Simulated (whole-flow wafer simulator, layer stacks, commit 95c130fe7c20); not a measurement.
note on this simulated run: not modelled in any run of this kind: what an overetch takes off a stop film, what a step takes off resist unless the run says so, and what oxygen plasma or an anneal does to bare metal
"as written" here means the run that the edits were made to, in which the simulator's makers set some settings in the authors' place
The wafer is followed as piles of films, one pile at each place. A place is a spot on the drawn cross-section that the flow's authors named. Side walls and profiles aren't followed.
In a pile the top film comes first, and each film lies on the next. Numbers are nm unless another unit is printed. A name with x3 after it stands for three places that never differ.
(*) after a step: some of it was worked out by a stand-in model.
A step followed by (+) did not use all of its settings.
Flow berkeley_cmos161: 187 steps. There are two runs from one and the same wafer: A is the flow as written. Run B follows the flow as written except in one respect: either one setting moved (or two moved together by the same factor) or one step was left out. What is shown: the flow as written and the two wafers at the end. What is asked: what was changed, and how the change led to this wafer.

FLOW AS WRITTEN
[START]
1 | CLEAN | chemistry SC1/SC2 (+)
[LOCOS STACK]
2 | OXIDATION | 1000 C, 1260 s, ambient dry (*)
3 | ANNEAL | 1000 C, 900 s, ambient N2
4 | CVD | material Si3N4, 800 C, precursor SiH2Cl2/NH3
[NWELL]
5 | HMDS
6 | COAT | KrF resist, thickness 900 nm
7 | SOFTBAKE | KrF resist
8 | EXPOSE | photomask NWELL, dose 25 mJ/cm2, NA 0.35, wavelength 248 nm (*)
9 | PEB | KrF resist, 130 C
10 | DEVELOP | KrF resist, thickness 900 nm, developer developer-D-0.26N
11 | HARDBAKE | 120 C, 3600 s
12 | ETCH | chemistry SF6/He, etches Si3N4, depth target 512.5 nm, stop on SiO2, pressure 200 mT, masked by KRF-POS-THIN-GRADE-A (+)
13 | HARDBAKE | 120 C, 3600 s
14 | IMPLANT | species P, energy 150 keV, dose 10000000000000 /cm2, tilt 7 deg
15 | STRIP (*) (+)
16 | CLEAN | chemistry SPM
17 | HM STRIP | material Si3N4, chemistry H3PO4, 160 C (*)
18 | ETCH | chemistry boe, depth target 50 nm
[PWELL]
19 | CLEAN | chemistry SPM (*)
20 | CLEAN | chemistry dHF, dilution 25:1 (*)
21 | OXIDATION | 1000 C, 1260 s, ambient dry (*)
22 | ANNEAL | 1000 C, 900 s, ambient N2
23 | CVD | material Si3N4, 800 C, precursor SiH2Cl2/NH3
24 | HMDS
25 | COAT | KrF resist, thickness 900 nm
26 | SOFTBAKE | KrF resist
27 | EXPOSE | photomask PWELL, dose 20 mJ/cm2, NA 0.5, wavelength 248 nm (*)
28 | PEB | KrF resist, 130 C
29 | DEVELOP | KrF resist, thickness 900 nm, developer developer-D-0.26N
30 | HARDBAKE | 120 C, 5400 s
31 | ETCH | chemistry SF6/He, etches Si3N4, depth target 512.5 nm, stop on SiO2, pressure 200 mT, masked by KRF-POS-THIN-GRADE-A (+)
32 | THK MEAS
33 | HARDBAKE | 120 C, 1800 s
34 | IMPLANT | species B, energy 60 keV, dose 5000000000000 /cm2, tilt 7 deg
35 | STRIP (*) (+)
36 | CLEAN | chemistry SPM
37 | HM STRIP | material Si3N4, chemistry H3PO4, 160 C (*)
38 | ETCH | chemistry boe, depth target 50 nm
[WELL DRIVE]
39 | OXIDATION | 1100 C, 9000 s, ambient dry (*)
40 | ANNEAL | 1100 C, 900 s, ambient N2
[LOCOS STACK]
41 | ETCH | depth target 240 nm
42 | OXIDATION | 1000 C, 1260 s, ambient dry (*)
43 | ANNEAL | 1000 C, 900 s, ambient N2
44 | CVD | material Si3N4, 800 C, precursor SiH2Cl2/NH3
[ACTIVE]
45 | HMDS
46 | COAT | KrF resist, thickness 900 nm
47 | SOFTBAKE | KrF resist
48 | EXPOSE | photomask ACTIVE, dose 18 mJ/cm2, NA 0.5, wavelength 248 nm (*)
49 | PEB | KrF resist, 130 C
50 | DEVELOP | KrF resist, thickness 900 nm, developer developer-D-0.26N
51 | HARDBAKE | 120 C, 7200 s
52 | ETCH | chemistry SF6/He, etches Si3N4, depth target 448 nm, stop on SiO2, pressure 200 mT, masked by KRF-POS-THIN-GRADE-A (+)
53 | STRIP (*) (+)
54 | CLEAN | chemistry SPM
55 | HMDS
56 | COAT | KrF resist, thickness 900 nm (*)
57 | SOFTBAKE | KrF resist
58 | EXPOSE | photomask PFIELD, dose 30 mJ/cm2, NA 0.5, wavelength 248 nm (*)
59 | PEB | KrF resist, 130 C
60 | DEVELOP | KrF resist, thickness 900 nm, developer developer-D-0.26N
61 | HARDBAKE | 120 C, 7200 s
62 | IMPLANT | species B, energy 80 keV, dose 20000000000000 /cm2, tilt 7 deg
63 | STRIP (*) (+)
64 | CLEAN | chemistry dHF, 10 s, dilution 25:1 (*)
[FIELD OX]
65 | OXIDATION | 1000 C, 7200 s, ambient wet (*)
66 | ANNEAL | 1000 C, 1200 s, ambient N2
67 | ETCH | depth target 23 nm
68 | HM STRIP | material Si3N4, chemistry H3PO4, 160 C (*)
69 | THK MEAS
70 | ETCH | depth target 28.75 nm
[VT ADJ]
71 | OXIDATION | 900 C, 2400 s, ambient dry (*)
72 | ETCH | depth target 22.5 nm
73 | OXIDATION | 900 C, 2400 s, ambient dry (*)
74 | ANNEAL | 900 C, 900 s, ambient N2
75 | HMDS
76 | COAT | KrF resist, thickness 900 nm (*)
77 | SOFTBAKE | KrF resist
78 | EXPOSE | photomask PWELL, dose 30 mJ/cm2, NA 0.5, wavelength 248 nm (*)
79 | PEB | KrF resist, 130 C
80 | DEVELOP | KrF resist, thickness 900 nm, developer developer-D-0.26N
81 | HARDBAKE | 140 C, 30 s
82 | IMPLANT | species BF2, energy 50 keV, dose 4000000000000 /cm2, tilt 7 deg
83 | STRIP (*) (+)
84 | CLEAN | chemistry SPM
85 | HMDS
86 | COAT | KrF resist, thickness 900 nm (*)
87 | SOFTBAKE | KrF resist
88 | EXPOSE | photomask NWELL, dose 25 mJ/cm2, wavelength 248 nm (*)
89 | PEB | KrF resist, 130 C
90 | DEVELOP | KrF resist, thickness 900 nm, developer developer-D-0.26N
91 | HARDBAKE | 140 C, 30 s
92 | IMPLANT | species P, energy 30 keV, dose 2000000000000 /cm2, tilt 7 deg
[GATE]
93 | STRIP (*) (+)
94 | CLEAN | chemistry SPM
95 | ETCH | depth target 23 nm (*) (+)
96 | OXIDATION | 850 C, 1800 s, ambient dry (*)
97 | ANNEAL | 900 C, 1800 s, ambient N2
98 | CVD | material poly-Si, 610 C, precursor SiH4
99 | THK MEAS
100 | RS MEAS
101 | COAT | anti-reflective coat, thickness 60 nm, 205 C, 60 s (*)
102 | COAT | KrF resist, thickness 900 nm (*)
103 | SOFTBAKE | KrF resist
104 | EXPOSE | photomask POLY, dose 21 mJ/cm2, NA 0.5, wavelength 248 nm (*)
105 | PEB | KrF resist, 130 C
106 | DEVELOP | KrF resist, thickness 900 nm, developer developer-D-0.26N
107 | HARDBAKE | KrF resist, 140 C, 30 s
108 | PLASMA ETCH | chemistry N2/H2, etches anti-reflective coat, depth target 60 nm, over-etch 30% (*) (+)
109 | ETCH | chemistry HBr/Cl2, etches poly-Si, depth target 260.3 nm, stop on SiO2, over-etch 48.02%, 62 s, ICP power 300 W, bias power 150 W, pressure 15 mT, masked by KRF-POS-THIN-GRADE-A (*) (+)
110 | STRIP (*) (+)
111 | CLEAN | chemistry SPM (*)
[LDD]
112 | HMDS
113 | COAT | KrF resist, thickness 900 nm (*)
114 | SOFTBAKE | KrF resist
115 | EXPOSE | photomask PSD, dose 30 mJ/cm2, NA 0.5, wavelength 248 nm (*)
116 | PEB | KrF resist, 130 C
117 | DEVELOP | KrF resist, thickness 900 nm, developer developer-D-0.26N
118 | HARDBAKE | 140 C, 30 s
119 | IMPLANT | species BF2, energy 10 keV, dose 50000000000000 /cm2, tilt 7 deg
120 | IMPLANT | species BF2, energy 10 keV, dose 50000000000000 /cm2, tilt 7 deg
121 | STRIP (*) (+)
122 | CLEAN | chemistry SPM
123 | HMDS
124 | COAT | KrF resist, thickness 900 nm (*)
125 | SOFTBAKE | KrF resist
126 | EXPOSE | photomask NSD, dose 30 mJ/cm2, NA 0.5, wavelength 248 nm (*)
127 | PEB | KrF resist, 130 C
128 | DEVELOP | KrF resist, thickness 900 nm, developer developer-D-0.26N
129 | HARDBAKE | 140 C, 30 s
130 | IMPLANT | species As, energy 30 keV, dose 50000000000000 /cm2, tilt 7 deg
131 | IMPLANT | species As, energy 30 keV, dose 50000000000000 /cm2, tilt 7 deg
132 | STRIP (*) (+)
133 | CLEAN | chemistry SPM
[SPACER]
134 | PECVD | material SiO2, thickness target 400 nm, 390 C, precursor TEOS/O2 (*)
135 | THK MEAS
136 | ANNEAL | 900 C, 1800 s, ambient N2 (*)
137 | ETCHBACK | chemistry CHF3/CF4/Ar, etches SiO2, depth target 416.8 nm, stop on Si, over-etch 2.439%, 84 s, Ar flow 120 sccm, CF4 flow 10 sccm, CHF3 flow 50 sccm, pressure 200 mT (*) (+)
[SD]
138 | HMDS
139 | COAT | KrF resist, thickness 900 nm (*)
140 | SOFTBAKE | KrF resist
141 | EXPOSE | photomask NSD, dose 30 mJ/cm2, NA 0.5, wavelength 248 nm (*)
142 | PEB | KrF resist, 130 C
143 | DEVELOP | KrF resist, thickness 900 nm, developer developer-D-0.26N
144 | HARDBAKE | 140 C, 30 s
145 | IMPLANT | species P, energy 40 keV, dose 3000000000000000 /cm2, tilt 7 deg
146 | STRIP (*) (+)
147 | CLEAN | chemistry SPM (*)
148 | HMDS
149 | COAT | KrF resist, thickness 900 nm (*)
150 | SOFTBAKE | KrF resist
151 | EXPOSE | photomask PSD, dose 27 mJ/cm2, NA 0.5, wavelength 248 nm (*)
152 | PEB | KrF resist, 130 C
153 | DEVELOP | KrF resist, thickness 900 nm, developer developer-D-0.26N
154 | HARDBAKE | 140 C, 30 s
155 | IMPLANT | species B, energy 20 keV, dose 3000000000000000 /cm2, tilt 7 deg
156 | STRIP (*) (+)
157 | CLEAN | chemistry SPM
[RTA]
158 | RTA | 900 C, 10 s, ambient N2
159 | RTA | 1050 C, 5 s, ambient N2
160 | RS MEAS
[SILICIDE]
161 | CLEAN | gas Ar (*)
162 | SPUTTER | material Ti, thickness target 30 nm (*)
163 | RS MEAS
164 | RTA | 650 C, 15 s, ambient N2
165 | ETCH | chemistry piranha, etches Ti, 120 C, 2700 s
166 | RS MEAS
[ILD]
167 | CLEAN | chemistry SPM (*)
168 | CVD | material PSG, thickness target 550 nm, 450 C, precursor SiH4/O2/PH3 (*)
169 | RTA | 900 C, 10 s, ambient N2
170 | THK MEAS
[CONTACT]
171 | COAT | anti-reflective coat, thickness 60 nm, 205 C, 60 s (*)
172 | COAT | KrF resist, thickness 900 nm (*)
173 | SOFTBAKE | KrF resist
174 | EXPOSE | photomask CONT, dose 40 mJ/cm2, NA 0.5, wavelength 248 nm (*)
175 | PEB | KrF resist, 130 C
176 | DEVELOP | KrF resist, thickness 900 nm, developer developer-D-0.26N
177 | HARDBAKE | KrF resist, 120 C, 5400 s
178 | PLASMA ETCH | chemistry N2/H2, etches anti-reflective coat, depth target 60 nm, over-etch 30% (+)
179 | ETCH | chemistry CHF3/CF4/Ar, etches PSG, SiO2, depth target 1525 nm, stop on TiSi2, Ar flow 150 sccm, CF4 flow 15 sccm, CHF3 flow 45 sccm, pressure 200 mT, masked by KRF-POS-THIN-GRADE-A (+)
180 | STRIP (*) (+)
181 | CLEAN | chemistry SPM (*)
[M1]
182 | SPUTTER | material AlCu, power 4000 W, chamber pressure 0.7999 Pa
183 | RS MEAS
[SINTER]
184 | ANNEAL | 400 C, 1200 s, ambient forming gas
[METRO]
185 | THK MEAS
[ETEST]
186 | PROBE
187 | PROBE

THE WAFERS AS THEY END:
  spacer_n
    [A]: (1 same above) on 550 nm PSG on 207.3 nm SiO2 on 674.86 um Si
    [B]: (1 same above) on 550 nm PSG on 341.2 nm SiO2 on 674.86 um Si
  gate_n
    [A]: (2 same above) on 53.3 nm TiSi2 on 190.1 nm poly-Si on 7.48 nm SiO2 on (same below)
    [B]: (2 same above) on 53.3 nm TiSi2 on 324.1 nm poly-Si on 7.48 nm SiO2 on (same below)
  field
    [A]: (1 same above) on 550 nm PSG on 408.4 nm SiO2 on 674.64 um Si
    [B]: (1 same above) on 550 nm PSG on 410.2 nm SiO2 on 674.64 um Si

The reason: step 98, CVD: 634 C was run, though the flow has 610 C.

How this came from the change, step by step:
  98 | CVD | material poly-Si, 610 C, precursor SiH4
      field, sd_n, spacer_n and 6 more: A poly-Si gains 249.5 (new film) | B poly-Si gains 383.5 (new film)
  101 | COAT | anti-reflective coat, thickness 60 nm, 205 C, 60 s (*)
      field: A anti-reflective coat gains 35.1 (new film) | B anti-reflective coat gains 36.6 (new film)
      sd_n: A anti-reflective coat gains 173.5 (new film) | B anti-reflective coat gains 182.1 (new film)
      (and at 3 other places as well)
  108 | PLASMA ETCH | chemistry N2/H2, etches anti-reflective coat, depth target 60 nm, over-etch 30% (*) (+)
      field: A anti-reflective coat loses 35.1 (all of it), poly-Si loses 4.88 | B anti-reflective coat loses 36.6 (all of it), poly-Si loses 5.13
      sd_n: A anti-reflective coat loses 173.5 (all of it), poly-Si loses 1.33 | B anti-reflective coat loses 182.1 (all of it), poly-Si loses 1.4
      (and at 2 other places as well)
  109 | ETCH | chemistry HBr/Cl2, etches poly-Si, depth target 260.3 nm, stop on SiO2, over-etch 48.02%, 62 s, ICP power 300 W, bias power 150 W, pressure 15 mT, masked by KRF-POS-THIN-GRADE-A (*) (+)
      field: A poly-Si loses 244.6 (all of it), SiO2 loses 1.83 | B poly-Si loses 378.3 (all of it)
      sd_n: A poly-Si loses 248.1 (all of it), SiO2 loses 1.56 | B poly-Si loses 382.1 (all of it), SiO2 loses 0.02
      (and at 5 other places as well)
  110 | STRIP (*) (+)
      gate_n: A chemical SiO2 gains 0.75 (new film), KrF resist loses 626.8 (all of it), anti-reflective coat loses 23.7 (all of it), poly-Si loses 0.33 | B chemical SiO2 gains 0.75 (new film), KrF resist loses 630.4 (all of it), anti-reflective coat loses 23.1 (all of it), poly-Si loses 0.33
  113 | COAT | KrF resist, thickness 900 nm (*)
      spacer_n: A KrF resist gains 1014.3 (new film) | B KrF resist gains 1036.6 (new film)
      gate_n: A KrF resist gains 765.3 (new film) | B KrF resist gains 657.8 (new film)
      (and at 2 other places as well)
  117 | DEVELOP | KrF resist, thickness 900 nm, developer developer-D-0.26N
      spacer_p: A KrF resist loses 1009 (all of it) | B KrF resist loses 1031.4 (all of it)
      gate_p: A KrF resist loses 759.7 (all of it) | B KrF resist loses 652.6 (all of it)
  118 | HARDBAKE | 140 C, 30 s
      spacer_n: A KrF resist loses 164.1 | B KrF resist loses 167.7
      gate_n: A KrF resist loses 123.8 | B KrF resist loses 106.2
  121 | STRIP (*) (+)
      gate_n: A KrF resist loses 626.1 (all of it), chemical SiO2 gains 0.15 | B KrF resist loses 536.4 (all of it), chemical SiO2 gains 0.15, poly-Si loses 0.07
      spacer_n: A KrF resist loses 834.3 (all of it) | B KrF resist loses 853 (all of it)
  124 | COAT | KrF resist, thickness 900 nm (*)
      spacer_n: A KrF resist gains 1014.3 (new film) | B KrF resist gains 1036.6 (new film)
      gate_n: A KrF resist gains 765.2 (new film) | B KrF resist gains 657.7 (new film)
      (and at 2 other places as well)
  128 | DEVELOP | KrF resist, thickness 900 nm, developer developer-D-0.26N
      spacer_n: A KrF resist loses 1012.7 (all of it) | B KrF resist loses 1034.9 (all of it)
      gate_n: A KrF resist loses 764.1 (all of it) | B KrF resist loses 656.7 (all of it)
  129 | HARDBAKE | 140 C, 30 s
      spacer_p: A KrF resist loses 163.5 | B KrF resist loses 167.1
      gate_p: A KrF resist loses 123 | B KrF resist loses 105.4
  132 | STRIP (*) (+)
      gate_p: A KrF resist loses 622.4 (all of it), chemical SiO2 gains 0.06 | B KrF resist loses 532.7 (all of it), chemical SiO2 gains 0.06, poly-Si loses 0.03
      spacer_p: A KrF resist loses 831.4 (all of it) | B KrF resist loses 850.1 (all of it)
  137 | ETCHBACK | chemistry CHF3/CF4/Ar, etches SiO2, depth target 416.8 nm, stop on Si, over-etch 2.439%, 84 s, Ar flow 120 sccm, CF4 flow 10 sccm, CHF3 flow 50 sccm, pressure 200 mT (*) (+)
      spacer_n, spacer_p: A SiO2 loses 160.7 | B SiO2 loses 27.4
  139 | COAT | KrF resist, thickness 900 nm (*)
      spacer_n: A KrF resist gains 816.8 (new film) | B KrF resist gains 721.5 (new film)
      gate_n: A KrF resist gains 780.8 (new film) | B KrF resist gains 688.6 (new film)
      (and at 2 other places as well)
  143 | DEVELOP | KrF resist, thickness 900 nm, developer developer-D-0.26N
      spacer_n: A KrF resist loses 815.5 (all of it) | B KrF resist loses 720.4 (all of it)
      gate_n: A KrF resist loses 779.6 (all of it) | B KrF resist loses 687.6 (all of it)
  ... 9 other steps ...
  180 | STRIP (*) (+)
      spacer_n: A KrF resist loses 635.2 (all of it), anti-reflective coat loses 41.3 (all of it) | B KrF resist loses 539.9 (all of it), anti-reflective coat loses 36 (all of it)
      gate_n: A KrF resist loses 589.4 (all of it), anti-reflective coat loses 46.1 (all of it) | B KrF resist loses 505.8 (all of it), anti-reflective coat loses 31.7 (all of it)
      (and at 3 other places as well)
